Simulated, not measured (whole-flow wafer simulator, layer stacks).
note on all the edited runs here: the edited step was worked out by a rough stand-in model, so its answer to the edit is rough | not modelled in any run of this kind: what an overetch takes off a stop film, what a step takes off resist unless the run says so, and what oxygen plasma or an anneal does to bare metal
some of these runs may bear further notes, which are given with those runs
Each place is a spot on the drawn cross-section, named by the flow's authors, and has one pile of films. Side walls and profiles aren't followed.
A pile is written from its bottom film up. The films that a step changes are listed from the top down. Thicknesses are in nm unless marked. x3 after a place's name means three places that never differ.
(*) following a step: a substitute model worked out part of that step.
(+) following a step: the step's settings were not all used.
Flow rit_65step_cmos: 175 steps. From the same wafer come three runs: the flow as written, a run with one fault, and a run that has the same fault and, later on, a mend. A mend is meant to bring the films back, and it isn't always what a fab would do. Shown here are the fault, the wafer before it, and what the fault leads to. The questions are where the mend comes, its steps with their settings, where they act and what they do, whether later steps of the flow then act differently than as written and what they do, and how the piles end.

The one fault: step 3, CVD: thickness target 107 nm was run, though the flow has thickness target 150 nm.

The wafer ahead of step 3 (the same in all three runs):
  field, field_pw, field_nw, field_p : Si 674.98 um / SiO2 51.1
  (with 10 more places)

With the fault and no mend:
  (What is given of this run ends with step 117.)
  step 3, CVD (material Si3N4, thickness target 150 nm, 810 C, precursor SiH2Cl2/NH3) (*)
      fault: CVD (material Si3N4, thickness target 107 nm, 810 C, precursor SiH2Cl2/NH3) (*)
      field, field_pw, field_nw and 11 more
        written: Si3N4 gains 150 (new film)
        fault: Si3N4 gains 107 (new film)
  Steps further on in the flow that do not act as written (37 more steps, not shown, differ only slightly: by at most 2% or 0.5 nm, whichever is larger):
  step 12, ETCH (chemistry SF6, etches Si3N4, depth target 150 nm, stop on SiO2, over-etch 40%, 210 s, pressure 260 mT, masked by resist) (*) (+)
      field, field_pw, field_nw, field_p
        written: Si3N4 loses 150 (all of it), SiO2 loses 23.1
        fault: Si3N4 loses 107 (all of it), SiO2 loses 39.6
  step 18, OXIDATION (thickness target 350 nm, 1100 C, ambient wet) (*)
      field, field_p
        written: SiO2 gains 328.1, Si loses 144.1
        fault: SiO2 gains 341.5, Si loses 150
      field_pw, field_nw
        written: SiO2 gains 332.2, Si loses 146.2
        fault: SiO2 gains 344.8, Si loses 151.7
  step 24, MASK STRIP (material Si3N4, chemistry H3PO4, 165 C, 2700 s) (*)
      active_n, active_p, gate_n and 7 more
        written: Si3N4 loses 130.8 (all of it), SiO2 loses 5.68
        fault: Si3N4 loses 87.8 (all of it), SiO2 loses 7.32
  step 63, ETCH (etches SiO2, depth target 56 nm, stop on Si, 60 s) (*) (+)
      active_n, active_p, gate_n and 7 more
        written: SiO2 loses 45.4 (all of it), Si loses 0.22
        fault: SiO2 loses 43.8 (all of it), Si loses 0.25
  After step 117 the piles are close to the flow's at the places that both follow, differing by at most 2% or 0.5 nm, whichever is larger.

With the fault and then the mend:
  The mend stands after step 11.
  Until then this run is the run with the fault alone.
  step 11a, STRIP (resist, chemistry O2, 180 s) (*)
      active_n, active_p, gate_n and 7 more
        resist loses 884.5 (all of it)
  step 11b, CLEAN (chemistry SC2, 75 C, 600 s)
      does not change any film at any place that is followed
  step 11c, CVD (material Si3N4, thickness target 43 nm, 810 C, 434 s, precursor SiH2Cl2/NH3) (*) (the flow's step 3, run once more with other settings)
      field, field_pw, field_nw and 11 more
        Si3N4 gains 43
  step 11d, HMDS (140 C, 60 s) (the flow's step 5, run once more)
      does not change any film at any place that is followed
  step 11e, COAT (resist, thickness 1000 nm) (the flow's step 6, run once more)
      field, field_pw, field_nw and 11 more
        resist gains 1000 (new film)
  step 11f, SOFTBAKE (resist, 90 C, 60 s) (the flow's step 7, run once more)
      does not change any film at any place that is followed
  step 11g, EXPOSE (photomask M1, dose 225 mJ/cm2, NA 0.6, wavelength 365 nm) (the flow's step 8, run once more)
      does not change any film at any place that is followed
  step 11h, PEB (resist, 110 C, 60 s) (the flow's step 9, run once more)
      field, field_pw, field_nw and 11 more
        resist loses 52
  step 11i, DEVELOP (resist, thickness 1000 nm, 50 s) (the flow's step 10, run once more)
      field, field_pw, field_nw, field_p
        resist loses 948 (all of it)
  step 11j, HARDBAKE (resist, 140 C, 60 s) (the flow's step 11, run once more)
      active_n, active_p, gate_n and 7 more
        resist loses 63.5
  Later steps of the flow that are run all act as written at every place that is followed.
  By the end, the piles equal the flow's at every place that both follow.
